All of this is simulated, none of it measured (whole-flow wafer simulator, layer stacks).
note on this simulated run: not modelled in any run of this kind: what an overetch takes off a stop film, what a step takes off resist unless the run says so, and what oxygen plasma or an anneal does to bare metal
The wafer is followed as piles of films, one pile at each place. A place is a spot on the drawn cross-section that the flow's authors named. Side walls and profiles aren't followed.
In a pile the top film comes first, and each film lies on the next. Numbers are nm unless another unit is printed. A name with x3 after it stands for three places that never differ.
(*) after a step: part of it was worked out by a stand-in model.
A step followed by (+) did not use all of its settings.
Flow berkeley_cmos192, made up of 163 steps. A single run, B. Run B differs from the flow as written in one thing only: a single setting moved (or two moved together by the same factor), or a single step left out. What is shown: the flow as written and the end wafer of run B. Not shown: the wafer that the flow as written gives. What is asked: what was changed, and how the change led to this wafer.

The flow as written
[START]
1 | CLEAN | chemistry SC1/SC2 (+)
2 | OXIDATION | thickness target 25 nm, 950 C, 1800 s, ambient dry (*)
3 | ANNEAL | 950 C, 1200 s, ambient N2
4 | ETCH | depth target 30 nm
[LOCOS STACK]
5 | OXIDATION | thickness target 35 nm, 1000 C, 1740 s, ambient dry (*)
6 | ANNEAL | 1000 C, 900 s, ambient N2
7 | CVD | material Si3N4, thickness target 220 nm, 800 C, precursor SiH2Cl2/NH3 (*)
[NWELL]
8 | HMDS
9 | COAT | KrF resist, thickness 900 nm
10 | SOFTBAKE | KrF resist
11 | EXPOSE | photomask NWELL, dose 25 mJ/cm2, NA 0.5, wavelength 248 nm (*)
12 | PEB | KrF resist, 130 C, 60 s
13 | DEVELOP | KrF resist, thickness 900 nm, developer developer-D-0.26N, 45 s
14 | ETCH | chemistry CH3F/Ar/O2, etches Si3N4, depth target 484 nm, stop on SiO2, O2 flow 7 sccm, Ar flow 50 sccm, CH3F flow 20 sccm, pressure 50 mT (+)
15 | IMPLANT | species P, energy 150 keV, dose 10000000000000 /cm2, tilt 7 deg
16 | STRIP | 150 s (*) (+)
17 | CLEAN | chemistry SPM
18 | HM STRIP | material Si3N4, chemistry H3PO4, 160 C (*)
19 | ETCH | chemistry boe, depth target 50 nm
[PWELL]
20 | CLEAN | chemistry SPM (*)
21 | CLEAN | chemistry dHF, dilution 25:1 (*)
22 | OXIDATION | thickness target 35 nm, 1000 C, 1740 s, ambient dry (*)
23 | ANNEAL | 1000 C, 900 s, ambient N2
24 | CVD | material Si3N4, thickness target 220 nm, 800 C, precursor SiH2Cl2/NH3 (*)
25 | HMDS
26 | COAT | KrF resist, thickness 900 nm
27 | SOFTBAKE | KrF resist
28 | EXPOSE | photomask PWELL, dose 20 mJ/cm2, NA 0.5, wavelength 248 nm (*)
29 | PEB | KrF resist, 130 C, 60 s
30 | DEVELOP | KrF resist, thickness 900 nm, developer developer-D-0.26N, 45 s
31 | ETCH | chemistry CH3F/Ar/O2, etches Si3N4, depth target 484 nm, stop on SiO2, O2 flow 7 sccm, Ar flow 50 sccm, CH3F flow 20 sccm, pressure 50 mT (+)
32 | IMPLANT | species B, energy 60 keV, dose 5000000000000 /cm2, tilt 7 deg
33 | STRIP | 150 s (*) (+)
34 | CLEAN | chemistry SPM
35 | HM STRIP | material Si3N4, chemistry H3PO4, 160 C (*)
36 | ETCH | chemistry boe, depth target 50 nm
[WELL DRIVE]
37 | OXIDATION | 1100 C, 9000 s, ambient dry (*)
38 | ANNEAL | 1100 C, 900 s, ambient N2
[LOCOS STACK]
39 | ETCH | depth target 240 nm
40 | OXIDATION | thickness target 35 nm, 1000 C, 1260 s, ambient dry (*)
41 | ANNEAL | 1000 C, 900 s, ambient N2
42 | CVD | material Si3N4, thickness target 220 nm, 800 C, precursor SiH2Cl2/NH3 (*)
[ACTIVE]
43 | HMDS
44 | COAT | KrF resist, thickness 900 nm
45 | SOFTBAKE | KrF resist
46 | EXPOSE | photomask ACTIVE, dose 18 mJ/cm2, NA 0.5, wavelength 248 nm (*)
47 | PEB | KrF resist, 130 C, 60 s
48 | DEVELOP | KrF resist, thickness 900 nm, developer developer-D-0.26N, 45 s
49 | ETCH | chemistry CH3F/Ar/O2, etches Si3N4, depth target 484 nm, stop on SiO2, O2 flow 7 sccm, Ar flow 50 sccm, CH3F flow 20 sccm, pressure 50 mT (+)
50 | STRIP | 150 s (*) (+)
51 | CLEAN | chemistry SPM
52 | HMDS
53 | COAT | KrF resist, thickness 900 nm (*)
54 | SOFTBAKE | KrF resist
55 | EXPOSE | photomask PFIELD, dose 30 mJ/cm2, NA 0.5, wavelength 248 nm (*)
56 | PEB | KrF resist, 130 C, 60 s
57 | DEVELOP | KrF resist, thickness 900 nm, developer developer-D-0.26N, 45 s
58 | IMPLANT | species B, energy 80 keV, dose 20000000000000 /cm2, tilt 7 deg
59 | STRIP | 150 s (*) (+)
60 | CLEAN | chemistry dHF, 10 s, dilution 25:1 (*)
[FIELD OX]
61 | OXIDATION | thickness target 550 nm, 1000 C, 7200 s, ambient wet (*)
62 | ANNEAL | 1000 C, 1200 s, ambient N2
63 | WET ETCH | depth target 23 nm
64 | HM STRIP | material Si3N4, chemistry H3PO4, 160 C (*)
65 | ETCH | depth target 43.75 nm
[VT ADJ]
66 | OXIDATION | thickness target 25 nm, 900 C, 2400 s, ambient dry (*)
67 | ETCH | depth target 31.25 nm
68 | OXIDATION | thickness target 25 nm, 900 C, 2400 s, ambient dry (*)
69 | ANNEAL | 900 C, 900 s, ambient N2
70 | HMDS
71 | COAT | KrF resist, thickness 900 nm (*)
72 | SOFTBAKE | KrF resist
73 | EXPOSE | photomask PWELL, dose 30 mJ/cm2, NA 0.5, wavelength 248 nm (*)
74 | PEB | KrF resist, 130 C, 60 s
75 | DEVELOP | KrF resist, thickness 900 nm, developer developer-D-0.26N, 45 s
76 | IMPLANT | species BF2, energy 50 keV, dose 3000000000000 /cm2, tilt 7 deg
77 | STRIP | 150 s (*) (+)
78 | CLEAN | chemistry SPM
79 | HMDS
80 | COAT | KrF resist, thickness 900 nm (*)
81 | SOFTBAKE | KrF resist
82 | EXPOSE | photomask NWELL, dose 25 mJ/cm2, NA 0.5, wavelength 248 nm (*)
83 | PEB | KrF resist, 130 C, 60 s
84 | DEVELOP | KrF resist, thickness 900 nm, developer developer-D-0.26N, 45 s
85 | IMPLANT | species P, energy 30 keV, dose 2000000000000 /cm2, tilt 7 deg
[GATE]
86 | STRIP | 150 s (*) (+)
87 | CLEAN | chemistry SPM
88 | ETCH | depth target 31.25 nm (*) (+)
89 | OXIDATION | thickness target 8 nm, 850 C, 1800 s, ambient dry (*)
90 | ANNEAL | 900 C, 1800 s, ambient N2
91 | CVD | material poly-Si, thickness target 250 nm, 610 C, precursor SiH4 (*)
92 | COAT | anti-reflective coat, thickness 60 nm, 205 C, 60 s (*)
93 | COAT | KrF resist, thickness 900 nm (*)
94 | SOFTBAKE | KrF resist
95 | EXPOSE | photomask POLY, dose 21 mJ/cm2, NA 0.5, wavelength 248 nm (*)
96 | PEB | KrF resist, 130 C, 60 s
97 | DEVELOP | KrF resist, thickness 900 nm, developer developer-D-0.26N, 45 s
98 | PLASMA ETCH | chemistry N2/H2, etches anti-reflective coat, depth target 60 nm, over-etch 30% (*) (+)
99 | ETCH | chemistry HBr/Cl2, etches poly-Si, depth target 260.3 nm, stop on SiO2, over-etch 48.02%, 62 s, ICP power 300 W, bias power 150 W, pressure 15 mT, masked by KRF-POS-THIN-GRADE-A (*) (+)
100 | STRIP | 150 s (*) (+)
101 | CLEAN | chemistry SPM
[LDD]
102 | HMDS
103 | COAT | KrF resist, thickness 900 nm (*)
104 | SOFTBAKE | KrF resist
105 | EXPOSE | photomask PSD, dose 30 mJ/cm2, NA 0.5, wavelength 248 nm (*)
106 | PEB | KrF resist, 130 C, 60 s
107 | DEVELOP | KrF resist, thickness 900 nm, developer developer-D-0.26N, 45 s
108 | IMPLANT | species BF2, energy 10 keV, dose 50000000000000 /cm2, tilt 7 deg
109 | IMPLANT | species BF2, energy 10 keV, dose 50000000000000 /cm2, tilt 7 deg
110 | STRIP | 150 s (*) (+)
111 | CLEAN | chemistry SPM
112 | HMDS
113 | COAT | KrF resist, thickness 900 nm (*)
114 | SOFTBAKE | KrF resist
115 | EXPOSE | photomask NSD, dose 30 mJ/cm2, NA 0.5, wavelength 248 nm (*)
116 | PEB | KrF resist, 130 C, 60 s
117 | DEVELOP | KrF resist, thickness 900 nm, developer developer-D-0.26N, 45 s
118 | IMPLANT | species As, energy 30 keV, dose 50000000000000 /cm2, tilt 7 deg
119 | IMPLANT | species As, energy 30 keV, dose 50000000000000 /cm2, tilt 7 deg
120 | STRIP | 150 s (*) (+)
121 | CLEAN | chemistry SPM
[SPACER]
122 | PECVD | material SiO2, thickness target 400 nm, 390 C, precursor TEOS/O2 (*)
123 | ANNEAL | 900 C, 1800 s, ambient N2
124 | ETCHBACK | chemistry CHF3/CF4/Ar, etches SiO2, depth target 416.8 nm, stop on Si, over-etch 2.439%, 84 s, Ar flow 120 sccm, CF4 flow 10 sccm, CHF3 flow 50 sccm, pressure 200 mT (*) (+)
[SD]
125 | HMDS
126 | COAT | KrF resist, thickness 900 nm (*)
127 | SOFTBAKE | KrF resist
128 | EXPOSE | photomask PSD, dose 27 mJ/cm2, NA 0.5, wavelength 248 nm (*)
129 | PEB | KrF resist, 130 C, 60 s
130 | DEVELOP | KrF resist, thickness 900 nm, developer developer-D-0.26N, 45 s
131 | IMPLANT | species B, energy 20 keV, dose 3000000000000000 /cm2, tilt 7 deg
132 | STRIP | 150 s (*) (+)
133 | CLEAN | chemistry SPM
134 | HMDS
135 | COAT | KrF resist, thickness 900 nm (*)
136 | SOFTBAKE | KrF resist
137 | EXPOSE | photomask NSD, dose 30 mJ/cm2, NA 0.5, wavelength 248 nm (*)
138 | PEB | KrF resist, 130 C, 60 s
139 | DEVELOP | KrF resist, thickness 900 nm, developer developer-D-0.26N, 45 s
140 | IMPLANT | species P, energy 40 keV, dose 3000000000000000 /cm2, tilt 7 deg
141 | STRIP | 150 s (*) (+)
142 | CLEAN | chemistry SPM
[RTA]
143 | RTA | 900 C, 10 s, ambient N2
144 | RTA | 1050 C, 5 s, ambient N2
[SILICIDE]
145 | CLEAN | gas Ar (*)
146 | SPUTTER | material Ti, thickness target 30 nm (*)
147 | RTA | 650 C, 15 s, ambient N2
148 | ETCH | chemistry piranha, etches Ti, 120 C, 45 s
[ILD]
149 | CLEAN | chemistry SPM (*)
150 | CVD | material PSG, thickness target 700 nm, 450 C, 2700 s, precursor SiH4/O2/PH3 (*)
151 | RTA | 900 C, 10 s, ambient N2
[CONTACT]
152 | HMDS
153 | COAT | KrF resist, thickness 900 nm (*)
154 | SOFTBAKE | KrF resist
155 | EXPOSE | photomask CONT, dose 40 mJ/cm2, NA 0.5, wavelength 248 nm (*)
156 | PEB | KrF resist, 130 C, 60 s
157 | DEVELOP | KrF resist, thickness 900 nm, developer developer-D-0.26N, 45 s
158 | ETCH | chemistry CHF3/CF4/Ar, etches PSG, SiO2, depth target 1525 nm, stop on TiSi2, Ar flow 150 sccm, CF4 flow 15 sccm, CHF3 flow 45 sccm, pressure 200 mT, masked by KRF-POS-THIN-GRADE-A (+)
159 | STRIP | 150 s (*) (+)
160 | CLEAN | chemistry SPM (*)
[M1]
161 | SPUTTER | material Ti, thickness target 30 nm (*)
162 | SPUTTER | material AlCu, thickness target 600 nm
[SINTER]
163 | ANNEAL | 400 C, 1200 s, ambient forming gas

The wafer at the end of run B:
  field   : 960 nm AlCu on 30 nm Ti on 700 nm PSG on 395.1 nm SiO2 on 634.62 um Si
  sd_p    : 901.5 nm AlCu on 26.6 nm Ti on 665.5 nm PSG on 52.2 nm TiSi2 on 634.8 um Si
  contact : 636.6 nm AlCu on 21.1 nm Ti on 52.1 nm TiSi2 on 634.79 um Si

The reason: step 162, SPUTTER: thickness target 960 nm was run, though the flow has thickness target 600 nm.
One can read it off the wafer: field has AlCu 960, and step 162 as written asks for 600 nm.

The path from the change to this, step by step:
  162 | SPUTTER | material AlCu, thickness target 600 nm
      field, sd_n, spacer_n, gate, spacer_p, gate_p, m1: AlCu gains 960 (new film) (as written it would have been: AlCu gains 600 (new film))
      sd_p: AlCu gains 901.5 (new film) (as written it would have been: AlCu gains 551.2 (new film))
      (and at 1 other place as well)
